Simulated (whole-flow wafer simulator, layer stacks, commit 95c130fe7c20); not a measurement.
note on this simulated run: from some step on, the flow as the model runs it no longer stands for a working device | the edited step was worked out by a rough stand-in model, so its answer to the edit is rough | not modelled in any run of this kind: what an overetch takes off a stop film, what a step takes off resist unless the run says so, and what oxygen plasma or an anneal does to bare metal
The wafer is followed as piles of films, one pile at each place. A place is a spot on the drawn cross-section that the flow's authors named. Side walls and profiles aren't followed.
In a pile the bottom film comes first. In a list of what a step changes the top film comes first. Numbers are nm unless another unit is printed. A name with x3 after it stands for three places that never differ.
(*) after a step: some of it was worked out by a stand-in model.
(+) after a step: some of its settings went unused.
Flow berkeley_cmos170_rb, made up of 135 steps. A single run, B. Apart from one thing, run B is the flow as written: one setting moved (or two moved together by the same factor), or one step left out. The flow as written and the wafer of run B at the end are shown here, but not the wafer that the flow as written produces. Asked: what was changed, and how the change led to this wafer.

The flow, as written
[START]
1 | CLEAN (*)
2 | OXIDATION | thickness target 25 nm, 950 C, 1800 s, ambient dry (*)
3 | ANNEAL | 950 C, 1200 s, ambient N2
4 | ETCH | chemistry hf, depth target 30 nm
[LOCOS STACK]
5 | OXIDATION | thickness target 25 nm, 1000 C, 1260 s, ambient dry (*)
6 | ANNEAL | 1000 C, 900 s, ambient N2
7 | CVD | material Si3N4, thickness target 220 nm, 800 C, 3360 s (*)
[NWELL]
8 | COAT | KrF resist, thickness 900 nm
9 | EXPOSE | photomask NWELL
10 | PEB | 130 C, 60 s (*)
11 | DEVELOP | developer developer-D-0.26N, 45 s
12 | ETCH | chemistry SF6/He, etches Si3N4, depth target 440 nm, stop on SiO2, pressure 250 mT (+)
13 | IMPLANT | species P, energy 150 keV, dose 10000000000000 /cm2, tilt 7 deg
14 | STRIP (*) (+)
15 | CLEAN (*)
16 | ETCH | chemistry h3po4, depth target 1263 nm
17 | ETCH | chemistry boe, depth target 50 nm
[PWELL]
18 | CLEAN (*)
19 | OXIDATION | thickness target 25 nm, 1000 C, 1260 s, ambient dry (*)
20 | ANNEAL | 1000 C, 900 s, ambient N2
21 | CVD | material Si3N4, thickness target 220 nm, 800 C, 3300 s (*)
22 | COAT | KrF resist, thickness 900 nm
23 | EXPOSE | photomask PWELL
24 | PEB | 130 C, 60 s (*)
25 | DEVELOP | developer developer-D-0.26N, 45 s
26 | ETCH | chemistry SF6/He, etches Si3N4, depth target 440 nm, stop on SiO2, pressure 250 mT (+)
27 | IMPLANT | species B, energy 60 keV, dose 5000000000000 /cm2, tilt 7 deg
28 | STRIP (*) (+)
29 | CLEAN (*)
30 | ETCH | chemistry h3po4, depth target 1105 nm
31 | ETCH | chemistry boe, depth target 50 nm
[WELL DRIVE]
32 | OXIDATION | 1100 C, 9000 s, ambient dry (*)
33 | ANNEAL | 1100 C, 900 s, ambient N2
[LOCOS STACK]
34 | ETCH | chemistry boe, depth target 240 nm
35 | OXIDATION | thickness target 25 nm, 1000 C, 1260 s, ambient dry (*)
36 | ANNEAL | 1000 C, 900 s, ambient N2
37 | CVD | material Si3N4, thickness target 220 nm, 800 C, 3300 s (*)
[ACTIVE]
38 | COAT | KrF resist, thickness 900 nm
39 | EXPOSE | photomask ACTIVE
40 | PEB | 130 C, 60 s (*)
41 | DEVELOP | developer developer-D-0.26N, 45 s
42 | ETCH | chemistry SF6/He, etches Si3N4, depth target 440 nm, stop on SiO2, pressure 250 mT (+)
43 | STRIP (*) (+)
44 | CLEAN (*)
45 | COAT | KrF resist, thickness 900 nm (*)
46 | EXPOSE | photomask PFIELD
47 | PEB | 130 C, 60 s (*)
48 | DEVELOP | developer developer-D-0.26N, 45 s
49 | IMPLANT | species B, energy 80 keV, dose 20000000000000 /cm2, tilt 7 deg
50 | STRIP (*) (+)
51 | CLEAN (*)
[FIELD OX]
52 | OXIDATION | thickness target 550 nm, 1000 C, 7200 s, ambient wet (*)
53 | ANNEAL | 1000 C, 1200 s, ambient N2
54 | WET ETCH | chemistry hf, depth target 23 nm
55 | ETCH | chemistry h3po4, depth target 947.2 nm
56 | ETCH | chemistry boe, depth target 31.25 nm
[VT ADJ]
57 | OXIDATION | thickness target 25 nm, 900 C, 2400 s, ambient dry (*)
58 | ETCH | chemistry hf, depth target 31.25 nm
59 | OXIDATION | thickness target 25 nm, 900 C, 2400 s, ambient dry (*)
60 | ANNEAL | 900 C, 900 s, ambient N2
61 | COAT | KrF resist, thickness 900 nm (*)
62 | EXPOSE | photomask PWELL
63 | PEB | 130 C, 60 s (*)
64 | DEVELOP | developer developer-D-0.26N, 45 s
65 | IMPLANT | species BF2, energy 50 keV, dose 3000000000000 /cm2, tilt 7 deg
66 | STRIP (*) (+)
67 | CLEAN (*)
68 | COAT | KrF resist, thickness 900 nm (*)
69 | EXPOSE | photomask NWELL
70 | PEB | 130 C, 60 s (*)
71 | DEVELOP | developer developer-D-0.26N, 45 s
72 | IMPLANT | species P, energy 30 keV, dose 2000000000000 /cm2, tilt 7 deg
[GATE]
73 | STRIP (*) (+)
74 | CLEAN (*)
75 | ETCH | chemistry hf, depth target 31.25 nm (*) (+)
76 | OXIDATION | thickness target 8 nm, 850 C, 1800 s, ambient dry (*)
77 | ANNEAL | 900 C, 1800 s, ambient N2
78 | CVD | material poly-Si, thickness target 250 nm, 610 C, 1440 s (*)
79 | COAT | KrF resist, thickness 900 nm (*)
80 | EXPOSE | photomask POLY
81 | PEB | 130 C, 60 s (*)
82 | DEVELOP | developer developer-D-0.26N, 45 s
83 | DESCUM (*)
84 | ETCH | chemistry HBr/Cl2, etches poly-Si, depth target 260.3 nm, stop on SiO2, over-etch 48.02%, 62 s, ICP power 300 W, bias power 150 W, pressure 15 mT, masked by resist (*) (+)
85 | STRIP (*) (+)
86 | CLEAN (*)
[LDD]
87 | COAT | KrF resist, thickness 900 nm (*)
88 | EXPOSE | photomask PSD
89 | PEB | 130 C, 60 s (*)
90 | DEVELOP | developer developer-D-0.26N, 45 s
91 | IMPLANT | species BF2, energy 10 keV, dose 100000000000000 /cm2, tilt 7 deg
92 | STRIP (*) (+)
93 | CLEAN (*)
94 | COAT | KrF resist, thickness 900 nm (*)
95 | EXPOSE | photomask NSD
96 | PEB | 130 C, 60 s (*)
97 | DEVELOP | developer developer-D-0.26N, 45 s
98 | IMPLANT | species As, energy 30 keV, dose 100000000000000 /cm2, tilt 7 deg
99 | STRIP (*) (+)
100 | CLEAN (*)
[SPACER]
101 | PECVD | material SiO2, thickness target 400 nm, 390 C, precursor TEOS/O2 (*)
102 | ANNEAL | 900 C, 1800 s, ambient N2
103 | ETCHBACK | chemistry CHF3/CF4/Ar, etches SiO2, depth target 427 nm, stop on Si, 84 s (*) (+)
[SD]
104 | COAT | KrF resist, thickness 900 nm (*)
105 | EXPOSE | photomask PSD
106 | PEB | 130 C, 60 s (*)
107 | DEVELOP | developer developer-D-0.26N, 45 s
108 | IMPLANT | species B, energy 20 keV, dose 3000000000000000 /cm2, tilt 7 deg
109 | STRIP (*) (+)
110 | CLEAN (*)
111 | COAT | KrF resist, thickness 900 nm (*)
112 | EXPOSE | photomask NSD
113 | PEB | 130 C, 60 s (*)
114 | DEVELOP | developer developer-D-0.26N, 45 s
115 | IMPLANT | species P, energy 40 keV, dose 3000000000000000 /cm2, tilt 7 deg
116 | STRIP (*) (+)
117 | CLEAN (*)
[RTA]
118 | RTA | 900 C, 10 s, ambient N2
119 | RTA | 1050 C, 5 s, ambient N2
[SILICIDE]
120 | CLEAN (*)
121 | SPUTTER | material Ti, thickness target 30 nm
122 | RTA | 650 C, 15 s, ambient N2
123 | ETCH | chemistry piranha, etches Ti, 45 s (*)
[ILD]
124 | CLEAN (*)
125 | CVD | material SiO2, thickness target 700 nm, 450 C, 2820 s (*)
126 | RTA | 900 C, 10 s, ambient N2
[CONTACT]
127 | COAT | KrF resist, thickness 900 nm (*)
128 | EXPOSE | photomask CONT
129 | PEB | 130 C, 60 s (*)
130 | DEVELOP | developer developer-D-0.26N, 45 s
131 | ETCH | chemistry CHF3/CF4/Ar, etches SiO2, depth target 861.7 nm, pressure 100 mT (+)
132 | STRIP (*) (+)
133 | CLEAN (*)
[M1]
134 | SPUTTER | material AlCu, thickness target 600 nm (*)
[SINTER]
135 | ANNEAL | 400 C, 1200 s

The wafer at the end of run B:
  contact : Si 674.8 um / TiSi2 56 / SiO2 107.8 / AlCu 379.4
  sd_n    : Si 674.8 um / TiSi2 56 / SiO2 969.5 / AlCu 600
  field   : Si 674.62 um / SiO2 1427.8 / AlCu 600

The reason: step 125, CVD: thickness target 969.5 nm was run, while the flow as written has thickness target 700 nm; step 125, CVD: 3906 s was run, where the flow has 2820 s.
The wafer lets one read it off: sd_n has SiO2 969.5, and step 125 as written asks for 700 nm.

The path from the change to this, step by step:
  125 | CVD | material SiO2, thickness target 700 nm, 450 C, 2820 s (*)
      sd_n, gate, sd_p, gate_p, contact, m1: SiO2 gains 969.5 (new film) (it would be, as written: SiO2 gains 700 (new film))
      field, spacer_n, spacer_p: SiO2 gains 969.5 (it would be, as written: SiO2 gains 700)
  131 | ETCH | chemistry CHF3/CF4/Ar, etches SiO2, depth target 861.7 nm, pressure 100 mT (+)
      contact: SiO2 loses 861.7 (it would be, as written: SiO2 loses 700 (all of it), TiSi2 loses 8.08)
  134 | SPUTTER | material AlCu, thickness target 600 nm (*)
      contact: AlCu gains 379.4 (new film) (it would be, as written: AlCu gains 415.1 (new film))
